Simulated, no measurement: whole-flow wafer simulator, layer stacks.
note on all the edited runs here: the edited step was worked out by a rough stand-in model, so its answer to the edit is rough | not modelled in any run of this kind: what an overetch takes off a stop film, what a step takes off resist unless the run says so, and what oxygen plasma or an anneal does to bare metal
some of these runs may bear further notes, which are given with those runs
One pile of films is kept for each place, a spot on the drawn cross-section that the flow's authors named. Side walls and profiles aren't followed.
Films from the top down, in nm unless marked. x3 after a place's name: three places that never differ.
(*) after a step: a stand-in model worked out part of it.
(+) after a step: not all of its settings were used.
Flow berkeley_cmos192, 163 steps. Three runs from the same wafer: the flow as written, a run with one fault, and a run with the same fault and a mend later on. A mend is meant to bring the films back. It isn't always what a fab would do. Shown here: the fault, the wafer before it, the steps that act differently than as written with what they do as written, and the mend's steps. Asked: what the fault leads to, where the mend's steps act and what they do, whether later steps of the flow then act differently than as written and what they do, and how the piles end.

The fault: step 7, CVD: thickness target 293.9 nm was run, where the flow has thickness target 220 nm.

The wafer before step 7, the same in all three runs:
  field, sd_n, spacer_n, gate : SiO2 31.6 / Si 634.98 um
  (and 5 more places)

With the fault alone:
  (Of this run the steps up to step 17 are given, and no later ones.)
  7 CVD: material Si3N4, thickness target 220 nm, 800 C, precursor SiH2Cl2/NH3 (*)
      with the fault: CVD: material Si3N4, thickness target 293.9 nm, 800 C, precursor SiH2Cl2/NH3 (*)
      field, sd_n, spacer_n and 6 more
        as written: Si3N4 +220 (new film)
        with the fault: Si3N4 +293.9 (new film)
  Later steps of the flow that act differently than as written:
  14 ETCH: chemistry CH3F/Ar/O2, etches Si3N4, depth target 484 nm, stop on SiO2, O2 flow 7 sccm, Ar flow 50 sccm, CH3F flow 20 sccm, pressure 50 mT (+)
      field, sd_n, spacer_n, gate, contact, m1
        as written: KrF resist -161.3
        with the fault: KrF resist -210.6
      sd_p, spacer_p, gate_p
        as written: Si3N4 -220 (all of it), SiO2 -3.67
        with the fault: Si3N4 -293.9 (all of it), SiO2 -3.67
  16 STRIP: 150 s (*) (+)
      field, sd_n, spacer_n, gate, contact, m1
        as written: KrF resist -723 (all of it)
        with the fault: KrF resist -673.8 (all of it)
  After step 17 the piles differ from the flow's by more than 2% or 0.5 nm, whichever is larger, at field, sd_n, spacer_n, gate, contact, m1.
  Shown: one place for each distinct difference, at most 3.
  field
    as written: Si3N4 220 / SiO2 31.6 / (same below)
    with the fault: Si3N4 293.9 / SiO2 31.6 / (same below)

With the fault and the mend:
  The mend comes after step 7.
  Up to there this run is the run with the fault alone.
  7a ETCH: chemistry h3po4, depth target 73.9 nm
      field, sd_n, spacer_n and 6 more
        Si3N4 -73.9
  No later step of the flow acts differently than as written at any place that is followed.
  At the end the piles are the same as the flow's at every place that both follow.
